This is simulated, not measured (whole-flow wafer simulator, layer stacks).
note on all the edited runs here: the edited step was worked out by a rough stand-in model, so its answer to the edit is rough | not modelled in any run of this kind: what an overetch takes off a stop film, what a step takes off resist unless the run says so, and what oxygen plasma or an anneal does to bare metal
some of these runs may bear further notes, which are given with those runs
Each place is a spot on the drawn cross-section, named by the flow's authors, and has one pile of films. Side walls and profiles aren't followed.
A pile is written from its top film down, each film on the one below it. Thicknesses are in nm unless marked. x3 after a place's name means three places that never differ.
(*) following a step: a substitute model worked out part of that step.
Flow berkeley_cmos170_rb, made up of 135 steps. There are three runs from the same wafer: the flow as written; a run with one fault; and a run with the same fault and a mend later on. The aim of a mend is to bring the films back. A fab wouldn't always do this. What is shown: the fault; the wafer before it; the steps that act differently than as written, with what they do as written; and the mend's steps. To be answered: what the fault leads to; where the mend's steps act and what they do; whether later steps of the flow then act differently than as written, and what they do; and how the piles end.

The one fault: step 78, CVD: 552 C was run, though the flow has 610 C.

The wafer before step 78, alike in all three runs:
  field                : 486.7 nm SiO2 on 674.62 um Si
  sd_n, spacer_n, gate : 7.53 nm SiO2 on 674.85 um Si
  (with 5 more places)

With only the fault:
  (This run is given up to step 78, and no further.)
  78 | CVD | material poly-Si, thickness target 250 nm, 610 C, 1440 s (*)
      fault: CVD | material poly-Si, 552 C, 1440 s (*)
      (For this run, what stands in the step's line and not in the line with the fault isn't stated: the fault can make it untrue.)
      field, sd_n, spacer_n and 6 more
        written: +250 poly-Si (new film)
        fault: +63.7 poly-Si (new film)
  The piles after step 78 differ from the flow's at field, sd_n, spacer_n and 6 more by more than 2% or 0.5 nm, whichever is larger.
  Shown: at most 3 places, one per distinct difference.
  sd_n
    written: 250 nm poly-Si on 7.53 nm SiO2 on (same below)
    fault: 63.7 nm poly-Si on 7.53 nm SiO2 on (same below)
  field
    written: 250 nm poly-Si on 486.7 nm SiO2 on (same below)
    fault: 63.7 nm poly-Si on 486.7 nm SiO2 on (same below)

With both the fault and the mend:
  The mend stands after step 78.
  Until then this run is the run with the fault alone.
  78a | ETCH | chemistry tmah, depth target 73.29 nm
      field, sd_n, spacer_n and 6 more
        -63.7 poly-Si (all of it)
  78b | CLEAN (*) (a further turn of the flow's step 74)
      leaves every film unchanged at each place that is followed
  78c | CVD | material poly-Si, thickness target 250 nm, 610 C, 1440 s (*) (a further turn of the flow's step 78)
      field, sd_n, spacer_n and 6 more
        +250 poly-Si (new film)
  None of the later steps of the flow acts differently than as written at any place that is followed.
  By the end, the piles equal the flow's at every place that both follow.
